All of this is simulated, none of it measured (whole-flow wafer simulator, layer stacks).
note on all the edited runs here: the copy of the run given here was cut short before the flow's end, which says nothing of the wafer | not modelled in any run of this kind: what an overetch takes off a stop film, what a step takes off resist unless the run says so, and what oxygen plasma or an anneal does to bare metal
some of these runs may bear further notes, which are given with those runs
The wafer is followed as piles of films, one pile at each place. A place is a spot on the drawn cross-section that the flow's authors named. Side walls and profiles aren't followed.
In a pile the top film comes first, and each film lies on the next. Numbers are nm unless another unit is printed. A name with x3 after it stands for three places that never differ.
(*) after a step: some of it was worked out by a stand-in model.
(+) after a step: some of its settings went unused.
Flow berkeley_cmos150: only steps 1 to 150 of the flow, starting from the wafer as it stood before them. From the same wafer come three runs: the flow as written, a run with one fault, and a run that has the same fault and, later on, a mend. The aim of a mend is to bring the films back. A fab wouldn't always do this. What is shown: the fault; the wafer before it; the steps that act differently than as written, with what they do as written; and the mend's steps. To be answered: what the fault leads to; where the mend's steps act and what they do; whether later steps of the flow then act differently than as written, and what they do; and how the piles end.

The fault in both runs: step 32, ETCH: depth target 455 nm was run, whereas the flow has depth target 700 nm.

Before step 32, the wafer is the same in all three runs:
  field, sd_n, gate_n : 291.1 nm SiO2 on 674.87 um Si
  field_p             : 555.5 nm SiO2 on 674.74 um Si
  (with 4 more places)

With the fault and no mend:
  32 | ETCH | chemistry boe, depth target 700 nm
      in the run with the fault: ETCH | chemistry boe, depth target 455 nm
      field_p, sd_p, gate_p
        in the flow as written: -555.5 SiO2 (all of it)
        in the run with the fault: -455 SiO2
  Later steps of the flow acting differently than as written (15 more steps, not shown, differ only slightly: by at most 2% or 0.5 nm, whichever is larger):
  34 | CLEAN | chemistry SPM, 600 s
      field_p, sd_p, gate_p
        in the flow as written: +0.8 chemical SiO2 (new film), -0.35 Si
        in the run with the fault: nothing
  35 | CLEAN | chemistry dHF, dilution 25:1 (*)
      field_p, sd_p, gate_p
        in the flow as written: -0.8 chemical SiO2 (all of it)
        in the run with the fault: nothing
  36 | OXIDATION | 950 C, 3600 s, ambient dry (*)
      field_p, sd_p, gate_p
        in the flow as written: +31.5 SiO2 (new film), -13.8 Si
        in the run with the fault: +13.6 SiO2, -5.99 Si
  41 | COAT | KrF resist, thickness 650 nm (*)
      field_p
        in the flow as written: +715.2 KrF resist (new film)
        in the run with the fault: +670.9 KrF resist (new film)
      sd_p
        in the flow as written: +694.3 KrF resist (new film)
        in the run with the fault: +664.5 KrF resist (new film)
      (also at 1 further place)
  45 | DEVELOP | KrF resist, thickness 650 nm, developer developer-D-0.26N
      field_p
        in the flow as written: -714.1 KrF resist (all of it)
        in the run with the fault: -669.9 KrF resist (all of it)
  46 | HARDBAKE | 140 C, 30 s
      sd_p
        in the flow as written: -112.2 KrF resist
        in the run with the fault: -107.3 KrF resist
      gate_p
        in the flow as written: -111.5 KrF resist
        in the run with the fault: -107 KrF resist
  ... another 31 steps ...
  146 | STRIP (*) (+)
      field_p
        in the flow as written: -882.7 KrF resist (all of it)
        in the run with the fault: -844.1 KrF resist (all of it)
  By the end, the piles at field_p, sd_p, gate_p depart from the flow's by more than 2% or 0.5 nm, whichever is larger.
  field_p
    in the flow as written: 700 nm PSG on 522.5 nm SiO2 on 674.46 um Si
    in the run with the fault: 700 nm PSG on 557.9 nm SiO2 on 674.49 um Si
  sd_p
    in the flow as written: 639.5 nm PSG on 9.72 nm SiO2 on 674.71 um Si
    in the run with the fault: 639.5 nm PSG on 41.7 nm SiO2 on 674.72 um Si
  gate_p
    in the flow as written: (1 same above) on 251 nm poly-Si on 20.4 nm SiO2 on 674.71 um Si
    in the run with the fault: (1 same above) on 251 nm poly-Si on 52.4 nm SiO2 on 674.72 um Si

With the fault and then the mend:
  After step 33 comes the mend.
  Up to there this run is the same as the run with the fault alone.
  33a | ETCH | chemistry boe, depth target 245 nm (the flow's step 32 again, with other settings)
      field_p, sd_p, gate_p
        -100.5 SiO2 (all of it)
  None of the later steps of the flow acts differently than as written at any place that is followed.
  The piles end the same as the flow's at every place that both follow.
